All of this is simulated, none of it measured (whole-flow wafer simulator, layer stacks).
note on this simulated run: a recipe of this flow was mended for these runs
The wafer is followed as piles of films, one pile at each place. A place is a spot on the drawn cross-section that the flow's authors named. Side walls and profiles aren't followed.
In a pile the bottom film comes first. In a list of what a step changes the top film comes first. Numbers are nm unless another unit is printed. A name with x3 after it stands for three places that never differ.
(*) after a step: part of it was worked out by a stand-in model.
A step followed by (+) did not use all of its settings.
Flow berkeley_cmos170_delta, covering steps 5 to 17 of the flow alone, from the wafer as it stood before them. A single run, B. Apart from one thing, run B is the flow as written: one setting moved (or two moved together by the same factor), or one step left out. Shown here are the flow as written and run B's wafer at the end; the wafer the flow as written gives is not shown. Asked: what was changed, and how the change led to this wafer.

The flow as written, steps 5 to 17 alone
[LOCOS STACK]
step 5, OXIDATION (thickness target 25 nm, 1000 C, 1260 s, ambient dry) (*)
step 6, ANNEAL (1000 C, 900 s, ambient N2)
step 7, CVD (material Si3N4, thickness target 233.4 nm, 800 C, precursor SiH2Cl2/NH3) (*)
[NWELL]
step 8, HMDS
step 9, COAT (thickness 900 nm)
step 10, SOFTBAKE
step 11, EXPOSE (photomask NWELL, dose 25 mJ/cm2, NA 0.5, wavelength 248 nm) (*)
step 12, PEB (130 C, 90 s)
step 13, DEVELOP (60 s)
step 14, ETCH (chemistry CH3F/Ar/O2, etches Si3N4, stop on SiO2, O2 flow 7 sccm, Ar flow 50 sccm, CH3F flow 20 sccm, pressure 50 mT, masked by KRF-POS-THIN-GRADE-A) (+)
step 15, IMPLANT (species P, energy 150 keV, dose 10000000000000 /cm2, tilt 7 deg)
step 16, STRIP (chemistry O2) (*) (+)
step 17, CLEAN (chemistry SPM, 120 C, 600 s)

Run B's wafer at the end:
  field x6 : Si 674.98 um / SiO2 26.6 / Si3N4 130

The reason: step 7, CVD: thickness target 130 nm was run, whereas the flow has thickness target 233.4 nm.
The wafer itself shows it: field x6 has Si3N4 130, and step 7 as written asks for 233.4 nm.

The path from the change to this, step by step:
  step 7, CVD (material Si3N4, thickness target 233.4 nm, 800 C, precursor SiH2Cl2/NH3) (*)
      field x6, sd_p x3: Si3N4 gains 130 (new film) (in the flow as written it would be: Si3N4 gains 233.4 (new film))
  step 14, ETCH (chemistry CH3F/Ar/O2, etches Si3N4, stop on SiO2, O2 flow 7 sccm, Ar flow 50 sccm, CH3F flow 20 sccm, pressure 50 mT, masked by KRF-POS-THIN-GRADE-A) (+)
      field x6: KrF-resist loses 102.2 (in the flow as written it would be: KrF-resist loses 171.2)
      sd_p x3: Si3N4 loses 130 (all of it), SiO2 loses 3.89 (in the flow as written it would be: Si3N4 loses 233.4 (all of it), SiO2 loses 3.89)
  step 16, STRIP (chemistry O2) (*) (+)
      field x6: KrF-resist loses 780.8 (all of it) (in the flow as written it would be: KrF-resist loses 711.9 (all of it))
